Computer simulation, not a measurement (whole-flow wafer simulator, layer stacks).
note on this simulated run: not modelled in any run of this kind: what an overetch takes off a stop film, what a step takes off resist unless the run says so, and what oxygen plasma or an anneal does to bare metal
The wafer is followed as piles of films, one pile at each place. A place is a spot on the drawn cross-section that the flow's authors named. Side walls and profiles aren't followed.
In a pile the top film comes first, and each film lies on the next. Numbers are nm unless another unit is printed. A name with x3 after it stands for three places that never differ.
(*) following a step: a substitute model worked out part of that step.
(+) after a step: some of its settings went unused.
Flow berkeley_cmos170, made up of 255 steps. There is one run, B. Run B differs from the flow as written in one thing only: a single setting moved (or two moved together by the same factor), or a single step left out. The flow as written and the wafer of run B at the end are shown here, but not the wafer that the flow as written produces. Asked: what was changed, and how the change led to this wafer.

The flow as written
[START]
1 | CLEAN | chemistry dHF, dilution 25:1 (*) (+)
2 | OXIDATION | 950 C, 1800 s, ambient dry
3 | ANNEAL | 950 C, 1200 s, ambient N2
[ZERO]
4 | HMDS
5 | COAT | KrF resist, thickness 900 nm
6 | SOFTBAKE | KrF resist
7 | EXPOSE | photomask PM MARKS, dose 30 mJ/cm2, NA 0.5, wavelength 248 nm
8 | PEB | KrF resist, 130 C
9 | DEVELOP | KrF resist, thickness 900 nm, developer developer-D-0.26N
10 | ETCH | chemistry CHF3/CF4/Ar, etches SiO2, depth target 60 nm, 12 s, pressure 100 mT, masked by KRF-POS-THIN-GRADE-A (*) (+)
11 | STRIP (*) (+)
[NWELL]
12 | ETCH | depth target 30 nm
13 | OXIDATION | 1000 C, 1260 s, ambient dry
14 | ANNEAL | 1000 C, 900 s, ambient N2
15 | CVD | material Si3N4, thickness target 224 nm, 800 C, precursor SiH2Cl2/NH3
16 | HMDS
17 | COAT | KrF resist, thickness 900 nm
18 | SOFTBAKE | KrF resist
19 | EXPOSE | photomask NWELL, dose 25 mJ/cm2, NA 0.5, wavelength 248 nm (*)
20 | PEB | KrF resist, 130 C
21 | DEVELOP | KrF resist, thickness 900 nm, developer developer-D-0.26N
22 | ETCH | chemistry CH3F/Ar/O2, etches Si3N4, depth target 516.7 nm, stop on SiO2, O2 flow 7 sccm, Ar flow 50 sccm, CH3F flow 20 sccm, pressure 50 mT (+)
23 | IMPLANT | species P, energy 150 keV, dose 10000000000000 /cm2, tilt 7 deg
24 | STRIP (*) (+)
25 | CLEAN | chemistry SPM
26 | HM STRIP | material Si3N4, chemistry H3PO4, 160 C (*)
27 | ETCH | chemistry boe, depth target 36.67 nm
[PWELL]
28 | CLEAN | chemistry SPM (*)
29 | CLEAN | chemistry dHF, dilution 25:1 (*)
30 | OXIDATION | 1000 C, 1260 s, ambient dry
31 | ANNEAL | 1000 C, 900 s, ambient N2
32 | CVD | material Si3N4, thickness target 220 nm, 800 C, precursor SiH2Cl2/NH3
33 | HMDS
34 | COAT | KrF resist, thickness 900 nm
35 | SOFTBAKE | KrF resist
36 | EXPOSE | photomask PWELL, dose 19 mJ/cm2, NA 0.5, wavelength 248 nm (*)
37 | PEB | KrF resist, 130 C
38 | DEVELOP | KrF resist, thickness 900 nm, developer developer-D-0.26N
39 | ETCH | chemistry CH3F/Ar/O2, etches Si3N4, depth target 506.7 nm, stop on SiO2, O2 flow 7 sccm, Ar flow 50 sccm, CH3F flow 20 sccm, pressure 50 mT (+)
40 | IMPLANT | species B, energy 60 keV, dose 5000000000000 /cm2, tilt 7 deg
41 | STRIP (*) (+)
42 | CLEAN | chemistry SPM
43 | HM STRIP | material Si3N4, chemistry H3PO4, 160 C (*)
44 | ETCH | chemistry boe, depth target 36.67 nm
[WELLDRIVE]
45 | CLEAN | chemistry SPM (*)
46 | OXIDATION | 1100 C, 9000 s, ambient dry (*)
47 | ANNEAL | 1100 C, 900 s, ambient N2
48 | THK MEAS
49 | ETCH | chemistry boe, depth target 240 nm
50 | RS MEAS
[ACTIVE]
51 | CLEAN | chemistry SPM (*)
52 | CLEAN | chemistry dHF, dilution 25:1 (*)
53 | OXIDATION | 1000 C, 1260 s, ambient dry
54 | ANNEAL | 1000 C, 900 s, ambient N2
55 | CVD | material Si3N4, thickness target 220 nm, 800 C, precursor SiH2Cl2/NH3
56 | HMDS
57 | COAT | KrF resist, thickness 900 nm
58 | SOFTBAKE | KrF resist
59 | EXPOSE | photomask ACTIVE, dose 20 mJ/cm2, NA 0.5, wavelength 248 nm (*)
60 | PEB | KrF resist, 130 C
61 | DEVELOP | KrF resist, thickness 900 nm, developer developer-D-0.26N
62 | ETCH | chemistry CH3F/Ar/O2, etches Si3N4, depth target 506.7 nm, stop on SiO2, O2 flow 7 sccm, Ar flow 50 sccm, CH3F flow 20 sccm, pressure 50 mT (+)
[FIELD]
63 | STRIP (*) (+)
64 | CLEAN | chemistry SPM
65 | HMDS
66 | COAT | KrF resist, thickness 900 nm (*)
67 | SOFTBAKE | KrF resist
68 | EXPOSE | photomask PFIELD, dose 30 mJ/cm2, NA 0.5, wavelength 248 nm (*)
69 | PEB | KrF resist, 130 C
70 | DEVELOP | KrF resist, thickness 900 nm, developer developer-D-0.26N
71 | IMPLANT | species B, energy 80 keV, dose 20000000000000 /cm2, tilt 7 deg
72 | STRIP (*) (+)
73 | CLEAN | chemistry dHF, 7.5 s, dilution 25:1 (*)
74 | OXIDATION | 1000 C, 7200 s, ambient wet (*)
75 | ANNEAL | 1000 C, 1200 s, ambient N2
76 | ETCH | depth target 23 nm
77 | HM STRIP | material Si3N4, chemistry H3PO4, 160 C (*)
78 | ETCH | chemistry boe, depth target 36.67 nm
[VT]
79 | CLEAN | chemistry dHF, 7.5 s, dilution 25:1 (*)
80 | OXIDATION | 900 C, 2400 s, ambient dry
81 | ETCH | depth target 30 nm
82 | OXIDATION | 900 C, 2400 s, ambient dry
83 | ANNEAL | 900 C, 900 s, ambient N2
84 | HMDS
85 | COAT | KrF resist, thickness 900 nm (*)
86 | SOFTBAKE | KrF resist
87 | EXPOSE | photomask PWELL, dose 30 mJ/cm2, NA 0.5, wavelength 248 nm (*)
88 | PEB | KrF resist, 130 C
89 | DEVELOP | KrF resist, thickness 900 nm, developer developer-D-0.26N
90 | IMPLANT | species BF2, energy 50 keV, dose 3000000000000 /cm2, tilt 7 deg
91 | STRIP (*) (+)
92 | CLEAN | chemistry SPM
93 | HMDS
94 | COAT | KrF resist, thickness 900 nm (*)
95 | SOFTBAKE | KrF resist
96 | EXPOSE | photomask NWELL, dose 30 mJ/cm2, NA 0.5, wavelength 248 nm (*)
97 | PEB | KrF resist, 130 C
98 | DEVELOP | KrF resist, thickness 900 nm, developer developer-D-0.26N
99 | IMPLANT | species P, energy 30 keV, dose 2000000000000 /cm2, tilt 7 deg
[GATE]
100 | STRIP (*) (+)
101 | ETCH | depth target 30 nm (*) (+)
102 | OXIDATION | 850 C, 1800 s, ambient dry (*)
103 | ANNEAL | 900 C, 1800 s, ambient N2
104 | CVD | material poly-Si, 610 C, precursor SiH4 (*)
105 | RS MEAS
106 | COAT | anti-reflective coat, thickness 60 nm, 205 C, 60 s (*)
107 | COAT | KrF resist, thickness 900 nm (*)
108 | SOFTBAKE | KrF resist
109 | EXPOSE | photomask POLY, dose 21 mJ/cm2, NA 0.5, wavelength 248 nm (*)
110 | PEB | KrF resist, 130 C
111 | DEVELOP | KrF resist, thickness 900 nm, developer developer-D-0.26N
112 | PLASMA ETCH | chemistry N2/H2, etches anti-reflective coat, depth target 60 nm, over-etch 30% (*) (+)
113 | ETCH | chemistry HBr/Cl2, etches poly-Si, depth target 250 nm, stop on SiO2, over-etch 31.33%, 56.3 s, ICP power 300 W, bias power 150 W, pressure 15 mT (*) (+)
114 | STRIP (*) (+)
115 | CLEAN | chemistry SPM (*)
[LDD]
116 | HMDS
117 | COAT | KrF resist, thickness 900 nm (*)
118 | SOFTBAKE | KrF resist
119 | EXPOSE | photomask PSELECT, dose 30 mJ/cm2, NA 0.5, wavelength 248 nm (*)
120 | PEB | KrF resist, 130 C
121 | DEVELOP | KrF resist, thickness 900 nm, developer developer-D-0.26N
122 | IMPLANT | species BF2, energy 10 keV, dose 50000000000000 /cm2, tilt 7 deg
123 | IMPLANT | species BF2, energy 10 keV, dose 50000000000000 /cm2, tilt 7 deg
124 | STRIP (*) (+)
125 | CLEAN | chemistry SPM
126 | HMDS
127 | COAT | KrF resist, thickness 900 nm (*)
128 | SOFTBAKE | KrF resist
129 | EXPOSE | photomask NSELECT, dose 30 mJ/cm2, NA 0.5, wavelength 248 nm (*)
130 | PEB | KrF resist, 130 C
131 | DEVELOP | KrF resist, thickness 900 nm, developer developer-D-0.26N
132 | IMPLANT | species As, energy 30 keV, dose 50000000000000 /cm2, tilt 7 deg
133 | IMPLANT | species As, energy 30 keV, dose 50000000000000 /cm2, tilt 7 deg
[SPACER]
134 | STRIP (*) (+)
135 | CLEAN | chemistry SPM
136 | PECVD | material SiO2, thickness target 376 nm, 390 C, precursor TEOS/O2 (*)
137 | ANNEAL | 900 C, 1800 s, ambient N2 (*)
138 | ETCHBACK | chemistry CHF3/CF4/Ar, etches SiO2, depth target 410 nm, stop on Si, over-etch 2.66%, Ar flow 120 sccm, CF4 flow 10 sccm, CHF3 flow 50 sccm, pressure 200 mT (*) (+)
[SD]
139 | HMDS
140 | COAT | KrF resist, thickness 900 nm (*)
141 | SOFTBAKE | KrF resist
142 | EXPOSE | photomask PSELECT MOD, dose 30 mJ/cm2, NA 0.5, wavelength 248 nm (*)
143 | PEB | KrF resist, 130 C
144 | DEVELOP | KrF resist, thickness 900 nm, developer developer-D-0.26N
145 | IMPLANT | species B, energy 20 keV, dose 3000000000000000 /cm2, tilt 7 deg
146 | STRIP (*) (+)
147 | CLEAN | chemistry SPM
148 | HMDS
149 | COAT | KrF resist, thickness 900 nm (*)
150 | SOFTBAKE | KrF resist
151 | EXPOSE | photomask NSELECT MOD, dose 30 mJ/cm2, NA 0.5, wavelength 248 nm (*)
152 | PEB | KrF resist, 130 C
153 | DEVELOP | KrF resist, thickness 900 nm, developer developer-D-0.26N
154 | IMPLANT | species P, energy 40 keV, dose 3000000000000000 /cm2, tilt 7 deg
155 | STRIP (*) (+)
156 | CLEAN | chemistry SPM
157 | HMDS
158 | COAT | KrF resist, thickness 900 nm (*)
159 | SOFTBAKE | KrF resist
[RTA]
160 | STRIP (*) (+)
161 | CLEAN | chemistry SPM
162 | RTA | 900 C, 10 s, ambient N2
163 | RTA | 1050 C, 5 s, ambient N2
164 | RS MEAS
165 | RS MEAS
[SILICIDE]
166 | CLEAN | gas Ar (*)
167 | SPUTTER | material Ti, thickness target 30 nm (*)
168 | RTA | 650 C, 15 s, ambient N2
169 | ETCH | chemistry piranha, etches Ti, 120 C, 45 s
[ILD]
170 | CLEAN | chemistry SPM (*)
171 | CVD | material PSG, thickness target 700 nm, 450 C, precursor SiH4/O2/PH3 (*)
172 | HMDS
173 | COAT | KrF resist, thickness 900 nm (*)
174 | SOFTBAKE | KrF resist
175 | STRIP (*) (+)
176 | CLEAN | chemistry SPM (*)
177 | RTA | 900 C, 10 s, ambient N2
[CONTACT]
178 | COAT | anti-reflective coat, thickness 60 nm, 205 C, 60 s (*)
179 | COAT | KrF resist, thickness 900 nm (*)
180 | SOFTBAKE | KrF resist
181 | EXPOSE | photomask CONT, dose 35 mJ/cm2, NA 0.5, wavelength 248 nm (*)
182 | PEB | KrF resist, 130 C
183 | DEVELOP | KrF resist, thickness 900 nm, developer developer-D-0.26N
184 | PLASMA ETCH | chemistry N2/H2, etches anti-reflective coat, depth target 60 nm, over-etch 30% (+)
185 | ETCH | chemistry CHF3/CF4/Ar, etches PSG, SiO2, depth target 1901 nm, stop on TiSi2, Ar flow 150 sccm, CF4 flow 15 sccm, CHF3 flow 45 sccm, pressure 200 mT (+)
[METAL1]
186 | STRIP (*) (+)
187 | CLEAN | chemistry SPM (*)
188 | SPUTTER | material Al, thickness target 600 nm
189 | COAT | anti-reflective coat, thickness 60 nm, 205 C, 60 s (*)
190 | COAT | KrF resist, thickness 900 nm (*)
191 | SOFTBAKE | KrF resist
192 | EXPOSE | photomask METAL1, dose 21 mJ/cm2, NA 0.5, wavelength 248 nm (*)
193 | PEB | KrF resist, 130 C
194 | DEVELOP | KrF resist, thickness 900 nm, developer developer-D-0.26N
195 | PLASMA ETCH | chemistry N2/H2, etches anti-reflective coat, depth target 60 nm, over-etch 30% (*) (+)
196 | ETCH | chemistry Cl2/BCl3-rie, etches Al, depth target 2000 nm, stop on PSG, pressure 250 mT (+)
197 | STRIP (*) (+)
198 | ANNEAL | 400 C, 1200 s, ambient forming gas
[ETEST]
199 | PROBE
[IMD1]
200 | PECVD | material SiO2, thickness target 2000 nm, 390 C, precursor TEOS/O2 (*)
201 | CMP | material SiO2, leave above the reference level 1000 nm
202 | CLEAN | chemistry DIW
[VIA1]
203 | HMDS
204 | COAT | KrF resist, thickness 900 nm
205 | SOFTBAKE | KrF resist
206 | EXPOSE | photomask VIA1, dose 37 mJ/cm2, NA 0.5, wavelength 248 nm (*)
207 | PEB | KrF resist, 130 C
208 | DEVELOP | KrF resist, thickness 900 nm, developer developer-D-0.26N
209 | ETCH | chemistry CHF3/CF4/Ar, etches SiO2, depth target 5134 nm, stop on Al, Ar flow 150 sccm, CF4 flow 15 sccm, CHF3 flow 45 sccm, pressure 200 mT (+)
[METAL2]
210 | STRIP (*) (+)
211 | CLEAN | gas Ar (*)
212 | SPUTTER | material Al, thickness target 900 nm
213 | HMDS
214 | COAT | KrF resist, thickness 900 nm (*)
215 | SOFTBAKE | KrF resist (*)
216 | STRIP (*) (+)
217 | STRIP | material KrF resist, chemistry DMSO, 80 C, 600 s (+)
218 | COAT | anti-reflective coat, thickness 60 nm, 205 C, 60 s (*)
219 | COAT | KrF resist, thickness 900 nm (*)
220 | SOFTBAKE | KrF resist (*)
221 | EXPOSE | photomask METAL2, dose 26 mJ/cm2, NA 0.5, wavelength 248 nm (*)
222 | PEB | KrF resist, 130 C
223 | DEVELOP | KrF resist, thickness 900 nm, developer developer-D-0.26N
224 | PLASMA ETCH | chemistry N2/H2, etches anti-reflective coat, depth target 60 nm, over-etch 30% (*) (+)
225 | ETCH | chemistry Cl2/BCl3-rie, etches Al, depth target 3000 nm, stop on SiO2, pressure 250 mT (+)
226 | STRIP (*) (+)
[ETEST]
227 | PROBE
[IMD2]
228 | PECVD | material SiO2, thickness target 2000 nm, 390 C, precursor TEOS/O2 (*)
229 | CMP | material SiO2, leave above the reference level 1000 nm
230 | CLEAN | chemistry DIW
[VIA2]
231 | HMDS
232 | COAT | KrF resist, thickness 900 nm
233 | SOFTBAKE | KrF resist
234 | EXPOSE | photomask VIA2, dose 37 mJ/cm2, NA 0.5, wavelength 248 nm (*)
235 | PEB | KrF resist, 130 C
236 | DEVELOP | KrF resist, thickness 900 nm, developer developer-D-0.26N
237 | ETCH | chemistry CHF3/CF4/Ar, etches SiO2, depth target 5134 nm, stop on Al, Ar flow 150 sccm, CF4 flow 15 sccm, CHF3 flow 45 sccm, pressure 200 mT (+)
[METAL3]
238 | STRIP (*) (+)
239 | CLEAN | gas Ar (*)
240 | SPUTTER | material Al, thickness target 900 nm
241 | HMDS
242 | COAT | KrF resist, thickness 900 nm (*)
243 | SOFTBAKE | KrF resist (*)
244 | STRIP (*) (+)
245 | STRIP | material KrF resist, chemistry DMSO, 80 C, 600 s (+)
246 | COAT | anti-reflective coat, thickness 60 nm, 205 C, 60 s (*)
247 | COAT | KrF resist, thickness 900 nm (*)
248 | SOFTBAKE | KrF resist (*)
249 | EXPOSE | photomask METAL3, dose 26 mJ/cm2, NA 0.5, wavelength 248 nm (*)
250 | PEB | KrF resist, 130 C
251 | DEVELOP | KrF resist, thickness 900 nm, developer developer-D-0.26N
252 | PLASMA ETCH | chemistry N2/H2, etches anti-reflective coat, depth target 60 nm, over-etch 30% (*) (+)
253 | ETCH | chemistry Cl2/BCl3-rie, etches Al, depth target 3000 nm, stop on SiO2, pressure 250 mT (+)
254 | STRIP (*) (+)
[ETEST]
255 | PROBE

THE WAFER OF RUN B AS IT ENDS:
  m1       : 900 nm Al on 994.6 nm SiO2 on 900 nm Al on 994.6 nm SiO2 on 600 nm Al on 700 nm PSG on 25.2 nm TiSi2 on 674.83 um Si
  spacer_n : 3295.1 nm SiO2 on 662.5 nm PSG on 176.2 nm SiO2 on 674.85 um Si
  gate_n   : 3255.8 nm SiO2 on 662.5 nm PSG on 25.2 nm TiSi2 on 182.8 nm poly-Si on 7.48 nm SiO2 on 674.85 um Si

The reason: step 168, RTA: 585 C was run, though the flow has 650 C.

How this came from the change, step by step:
  168 | RTA | 650 C, 15 s, ambient N2
      sd_n, sd_p, contact, m1, via1, m2, via2: Ti loses 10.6, TiSi first gains 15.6 (new film), TiSi2 C49 gains 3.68 (new film), Si loses 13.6 (as written it would have been: Ti loses 23.4, TiSi first gains 6.2 (new film), TiSi2 C49 gains 50.3 (new film), Si loses 49)
      gate_n, gate_p: Ti loses 10.6, TiSi first gains 15.6 (new film), TiSi2 C49 gains 3.68 (new film), poly-Si loses 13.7 (as written it would have been: Ti loses 23.4, TiSi first gains 6.2 (new film), TiSi2 C49 gains 50.3 (new film), poly-Si loses 49.2)
  169 | ETCH | chemistry piranha, etches Ti, 120 C, 45 s
      sd_n, gate_n, sd_p and 6 more: Ti loses 19.4 (all of it), TiSi first loses 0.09 (as written it would have been: Ti loses 6.6 (all of it), TiSi first loses 0.1)
  177 | RTA | 900 C, 10 s, ambient N2
      sd_n, sd_p, contact, m1, via1, m2, via2: under 1 film: TiSi2 gains 25.2 (new film), TiSi first loses 15.5 (all of it), TiSi2 C49 loses 3.68 (all of it), Si loses 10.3 (as written it would have been: under 1 film: TiSi2 gains 55.9 (new film), TiSi first loses 6.09 (all of it), TiSi2 C49 loses 50.3 (all of it), Si loses 4.05)
      gate_n, gate_p: under 1 film: TiSi2 gains 25.2 (new film), TiSi first loses 15.5 (all of it), TiSi2 C49 loses 3.68 (all of it), poly-Si loses 10.3 (as written it would have been: under 1 film: TiSi2 gains 55.9 (new film), TiSi first loses 6.09 (all of it), TiSi2 C49 loses 50.3 (all of it), poly-Si loses 4.06)
